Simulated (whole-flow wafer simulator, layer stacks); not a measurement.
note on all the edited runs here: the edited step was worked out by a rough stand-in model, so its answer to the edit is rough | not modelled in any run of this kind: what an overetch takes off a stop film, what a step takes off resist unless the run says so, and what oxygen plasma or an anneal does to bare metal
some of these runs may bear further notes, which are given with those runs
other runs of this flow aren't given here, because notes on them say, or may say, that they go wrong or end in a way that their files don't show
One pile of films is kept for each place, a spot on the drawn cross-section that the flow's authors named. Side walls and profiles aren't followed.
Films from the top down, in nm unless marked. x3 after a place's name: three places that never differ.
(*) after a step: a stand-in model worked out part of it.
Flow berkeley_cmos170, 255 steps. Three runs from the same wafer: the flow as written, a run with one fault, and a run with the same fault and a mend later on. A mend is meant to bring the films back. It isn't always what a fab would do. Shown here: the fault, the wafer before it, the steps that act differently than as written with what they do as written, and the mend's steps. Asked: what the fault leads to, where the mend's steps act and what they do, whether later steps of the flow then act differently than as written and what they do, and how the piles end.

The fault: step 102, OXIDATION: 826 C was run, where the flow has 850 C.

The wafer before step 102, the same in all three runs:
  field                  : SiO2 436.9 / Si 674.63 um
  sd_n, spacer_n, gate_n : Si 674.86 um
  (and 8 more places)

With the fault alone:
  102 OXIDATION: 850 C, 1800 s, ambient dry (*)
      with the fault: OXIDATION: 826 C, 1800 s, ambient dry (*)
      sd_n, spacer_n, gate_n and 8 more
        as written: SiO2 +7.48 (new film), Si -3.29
        with the fault: SiO2 +5.86 (new film), Si -2.58
  No later step of the flow acts differently than as written, at any place that is followed, by more than 2% or 0.5 nm, whichever is larger.
  At the end the piles differ from the flow's by more than 2% or 0.5 nm, whichever is larger, at gate_n, gate_p.
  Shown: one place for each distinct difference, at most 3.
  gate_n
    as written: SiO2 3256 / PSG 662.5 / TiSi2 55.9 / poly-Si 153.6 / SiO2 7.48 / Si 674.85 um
    with the fault: SiO2 3257.6 / PSG 662.5 / TiSi2 55.9 / poly-Si 153.6 / SiO2 5.86 / Si 674.85 um

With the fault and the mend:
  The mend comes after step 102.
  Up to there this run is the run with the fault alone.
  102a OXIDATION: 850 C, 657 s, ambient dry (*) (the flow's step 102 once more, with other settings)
      sd_n, spacer_n, gate_n and 8 more
        SiO2 +1.62, Si -0.71
      field
        SiO2 +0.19, Si -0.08
  No later step of the flow acts differently than as written, at any place that is followed, by more than 2% or 0.5 nm, whichever is larger.
  At the end the piles differ from the flow's only slightly at the places that both follow, by at most 2% or 0.5 nm, whichever is larger.
